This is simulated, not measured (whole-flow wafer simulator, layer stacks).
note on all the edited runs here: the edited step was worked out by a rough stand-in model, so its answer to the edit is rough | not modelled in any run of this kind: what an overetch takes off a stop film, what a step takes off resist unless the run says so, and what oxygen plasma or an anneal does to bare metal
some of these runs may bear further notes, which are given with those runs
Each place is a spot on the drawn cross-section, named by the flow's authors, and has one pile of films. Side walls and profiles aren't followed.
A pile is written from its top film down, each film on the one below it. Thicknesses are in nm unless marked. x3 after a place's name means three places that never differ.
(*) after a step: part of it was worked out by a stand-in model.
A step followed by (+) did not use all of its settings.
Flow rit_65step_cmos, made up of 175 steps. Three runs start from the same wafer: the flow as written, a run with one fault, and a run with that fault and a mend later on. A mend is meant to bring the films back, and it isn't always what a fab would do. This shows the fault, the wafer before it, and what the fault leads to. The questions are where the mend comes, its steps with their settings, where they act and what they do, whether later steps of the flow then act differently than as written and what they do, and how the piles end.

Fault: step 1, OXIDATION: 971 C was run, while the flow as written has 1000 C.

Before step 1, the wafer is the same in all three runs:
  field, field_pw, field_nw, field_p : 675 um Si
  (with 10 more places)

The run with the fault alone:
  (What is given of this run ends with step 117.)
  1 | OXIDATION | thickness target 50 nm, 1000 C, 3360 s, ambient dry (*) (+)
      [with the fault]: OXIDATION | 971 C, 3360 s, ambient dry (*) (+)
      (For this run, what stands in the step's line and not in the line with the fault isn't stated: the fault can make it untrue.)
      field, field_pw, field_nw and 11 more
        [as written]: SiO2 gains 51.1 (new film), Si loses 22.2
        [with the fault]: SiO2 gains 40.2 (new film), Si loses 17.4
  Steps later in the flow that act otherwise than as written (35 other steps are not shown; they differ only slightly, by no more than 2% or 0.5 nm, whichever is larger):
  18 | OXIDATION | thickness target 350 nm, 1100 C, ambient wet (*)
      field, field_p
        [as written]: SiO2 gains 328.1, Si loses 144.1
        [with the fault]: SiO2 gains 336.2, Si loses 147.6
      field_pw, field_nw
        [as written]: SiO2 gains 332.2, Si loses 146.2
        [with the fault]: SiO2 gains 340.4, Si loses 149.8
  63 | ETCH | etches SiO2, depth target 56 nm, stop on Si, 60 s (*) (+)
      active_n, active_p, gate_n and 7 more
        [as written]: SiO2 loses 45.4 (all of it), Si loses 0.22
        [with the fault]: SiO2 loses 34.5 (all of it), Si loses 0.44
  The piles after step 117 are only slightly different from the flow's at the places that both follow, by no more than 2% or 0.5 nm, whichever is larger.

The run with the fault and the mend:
  After step 2 comes the mend.
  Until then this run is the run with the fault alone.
  2a | ETCH | depth target 46 nm, 21.5 C, 51 s
      field, field_pw, field_nw and 11 more
        SiO2 loses 40.2 (all of it)
  2b | CLEAN | chemistry SC2, 75 C, 600 s
      field, field_pw, field_nw and 11 more
        chemical SiO2 gains 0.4 (new film), Si loses 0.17
  2c | OXIDATION | 1000 C, 3360 s, ambient dry (*) (a further turn of the flow's step 1, with different settings)
      field, field_pw, field_nw and 11 more
        SiO2 gains 51 (new film), chemical SiO2 loses 0.4 (all of it), Si loses 22.3
  Steps later in the flow that act otherwise than as written (18 other steps are not shown; they differ only slightly, by no more than 2% or 0.5 nm, whichever is larger):
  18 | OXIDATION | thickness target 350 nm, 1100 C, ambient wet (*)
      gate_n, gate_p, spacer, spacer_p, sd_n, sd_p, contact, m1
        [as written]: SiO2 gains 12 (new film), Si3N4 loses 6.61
        [with the mend]: SiO2 gains 12 (new film), Si3N4 loses 6.61, SiO2 gains 0.03
  The piles end only slightly different from the flow's at the places that both follow, by no more than 2% or 0.5 nm, whichever is larger.
